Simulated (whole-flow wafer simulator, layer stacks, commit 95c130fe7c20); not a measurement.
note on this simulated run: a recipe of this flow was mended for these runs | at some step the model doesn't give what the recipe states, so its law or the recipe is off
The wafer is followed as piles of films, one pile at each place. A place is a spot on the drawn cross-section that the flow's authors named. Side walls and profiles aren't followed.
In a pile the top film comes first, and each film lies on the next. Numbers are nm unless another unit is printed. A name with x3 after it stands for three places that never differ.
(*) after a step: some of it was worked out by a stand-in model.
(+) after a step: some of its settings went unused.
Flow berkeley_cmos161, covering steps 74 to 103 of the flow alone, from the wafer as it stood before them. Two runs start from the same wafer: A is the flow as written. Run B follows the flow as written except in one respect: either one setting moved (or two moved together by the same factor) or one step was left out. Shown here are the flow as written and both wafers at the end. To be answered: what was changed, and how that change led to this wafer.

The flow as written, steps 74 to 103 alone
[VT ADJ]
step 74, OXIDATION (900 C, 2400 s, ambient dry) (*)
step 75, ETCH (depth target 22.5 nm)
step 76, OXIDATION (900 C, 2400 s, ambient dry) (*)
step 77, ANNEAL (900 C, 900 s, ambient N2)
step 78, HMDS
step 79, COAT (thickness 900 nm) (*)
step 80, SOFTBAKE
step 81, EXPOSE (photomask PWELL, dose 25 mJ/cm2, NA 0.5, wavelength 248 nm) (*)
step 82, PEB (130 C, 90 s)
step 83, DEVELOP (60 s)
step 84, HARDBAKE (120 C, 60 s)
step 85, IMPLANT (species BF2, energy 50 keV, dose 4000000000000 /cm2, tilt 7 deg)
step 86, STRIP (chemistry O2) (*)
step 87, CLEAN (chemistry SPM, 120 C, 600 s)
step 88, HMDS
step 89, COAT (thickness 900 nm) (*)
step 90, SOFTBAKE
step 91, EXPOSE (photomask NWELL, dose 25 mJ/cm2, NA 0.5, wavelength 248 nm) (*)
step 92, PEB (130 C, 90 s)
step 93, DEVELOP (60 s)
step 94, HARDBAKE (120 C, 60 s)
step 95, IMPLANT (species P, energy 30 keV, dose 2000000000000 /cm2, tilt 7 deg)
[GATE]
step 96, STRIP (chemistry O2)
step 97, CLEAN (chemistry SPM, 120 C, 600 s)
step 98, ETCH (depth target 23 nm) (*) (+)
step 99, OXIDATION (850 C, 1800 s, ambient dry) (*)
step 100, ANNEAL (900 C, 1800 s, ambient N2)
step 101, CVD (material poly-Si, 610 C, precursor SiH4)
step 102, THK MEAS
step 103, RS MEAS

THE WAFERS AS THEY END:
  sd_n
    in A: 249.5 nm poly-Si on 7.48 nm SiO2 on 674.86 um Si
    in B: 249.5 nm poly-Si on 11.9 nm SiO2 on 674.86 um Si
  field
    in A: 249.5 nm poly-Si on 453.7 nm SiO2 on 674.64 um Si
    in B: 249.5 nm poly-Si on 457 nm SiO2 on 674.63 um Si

Cause: step 76, OXIDATION: 7200 s was run, though the flow has 2400 s.

How this came from the change, step by step:
  step 76, OXIDATION (900 C, 2400 s, ambient dry) (*)
      sd_n, spacer_n, gate_n, sd_p, spacer_p, gate_p, contact, m1: A +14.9 SiO2 (new film), -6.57 Si | B +30.1 SiO2 (new film), -13.2 Si
      field: A +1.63 SiO2, -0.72 Si | B +4.88 SiO2, -2.15 Si
  step 98, ETCH (depth target 23 nm) (*) (+)
      sd_n, spacer_n, gate_n, sd_p, spacer_p, gate_p, contact, m1: A -14.9 SiO2 (all of it) | B -23 SiO2
  step 99, OXIDATION (850 C, 1800 s, ambient dry) (*)
      sd_n, spacer_n, gate_n, sd_p, spacer_p, gate_p, contact, m1: A +7.48 SiO2 (new film), -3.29 Si | B +4.79 SiO2, -2.11 Si
